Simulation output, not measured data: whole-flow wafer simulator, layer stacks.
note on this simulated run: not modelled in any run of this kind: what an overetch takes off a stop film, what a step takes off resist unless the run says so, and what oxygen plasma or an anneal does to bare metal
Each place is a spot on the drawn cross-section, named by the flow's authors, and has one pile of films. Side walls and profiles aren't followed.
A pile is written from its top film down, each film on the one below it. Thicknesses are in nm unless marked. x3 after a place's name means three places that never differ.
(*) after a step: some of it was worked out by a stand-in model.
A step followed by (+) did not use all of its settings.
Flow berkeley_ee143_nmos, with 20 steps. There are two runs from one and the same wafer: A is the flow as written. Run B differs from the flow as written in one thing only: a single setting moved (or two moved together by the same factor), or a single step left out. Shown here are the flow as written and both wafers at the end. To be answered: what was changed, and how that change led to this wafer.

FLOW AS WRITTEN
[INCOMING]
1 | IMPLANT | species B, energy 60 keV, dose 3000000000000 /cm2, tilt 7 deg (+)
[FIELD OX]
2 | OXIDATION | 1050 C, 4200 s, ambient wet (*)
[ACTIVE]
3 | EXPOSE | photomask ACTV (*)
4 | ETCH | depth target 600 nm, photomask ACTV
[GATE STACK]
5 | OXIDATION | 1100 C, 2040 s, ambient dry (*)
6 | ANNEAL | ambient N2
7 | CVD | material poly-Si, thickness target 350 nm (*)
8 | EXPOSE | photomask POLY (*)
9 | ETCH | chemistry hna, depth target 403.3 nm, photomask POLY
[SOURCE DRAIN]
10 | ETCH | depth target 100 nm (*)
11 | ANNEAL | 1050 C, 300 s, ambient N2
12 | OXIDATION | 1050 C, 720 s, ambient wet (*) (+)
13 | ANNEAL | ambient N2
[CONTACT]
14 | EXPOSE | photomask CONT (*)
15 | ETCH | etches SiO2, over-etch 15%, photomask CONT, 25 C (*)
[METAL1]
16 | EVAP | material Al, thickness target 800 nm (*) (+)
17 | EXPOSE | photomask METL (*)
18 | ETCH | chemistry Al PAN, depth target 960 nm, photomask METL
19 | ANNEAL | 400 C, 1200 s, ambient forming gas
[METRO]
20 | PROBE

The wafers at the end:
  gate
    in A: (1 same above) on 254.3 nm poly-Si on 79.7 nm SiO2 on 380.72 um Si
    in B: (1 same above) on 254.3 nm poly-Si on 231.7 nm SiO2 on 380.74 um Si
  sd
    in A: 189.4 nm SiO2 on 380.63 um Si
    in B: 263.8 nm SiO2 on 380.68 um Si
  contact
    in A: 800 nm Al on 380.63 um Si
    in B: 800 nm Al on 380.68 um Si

The reason: step 4, ETCH: depth target 360 nm was run, though the flow has depth target 600 nm.

How this came from the change, step by step:
  4 | ETCH | depth target 600 nm, photomask ACTV
      gate, sd, contact: A SiO2 loses 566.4 (all of it) | B SiO2 loses 360
  5 | OXIDATION | 1100 C, 2040 s, ambient dry (*)
      gate, sd, contact: A SiO2 gains 79.7 (new film), Si loses 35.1 | B SiO2 gains 25.3, Si loses 11.1
  10 | ETCH | depth target 100 nm (*)
      sd, contact: A SiO2 loses 79.7 (all of it) | B SiO2 loses 100
  12 | OXIDATION | 1050 C, 720 s, ambient wet (*) (+)
      sd, contact: A SiO2 gains 189.4 (new film), Si loses 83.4 | B SiO2 gains 132.1, Si loses 58.1
  15 | ETCH | etches SiO2, over-etch 15%, photomask CONT, 25 C (*)
      contact: A SiO2 loses 189.4 (all of it) | B SiO2 loses 263.8 (all of it)
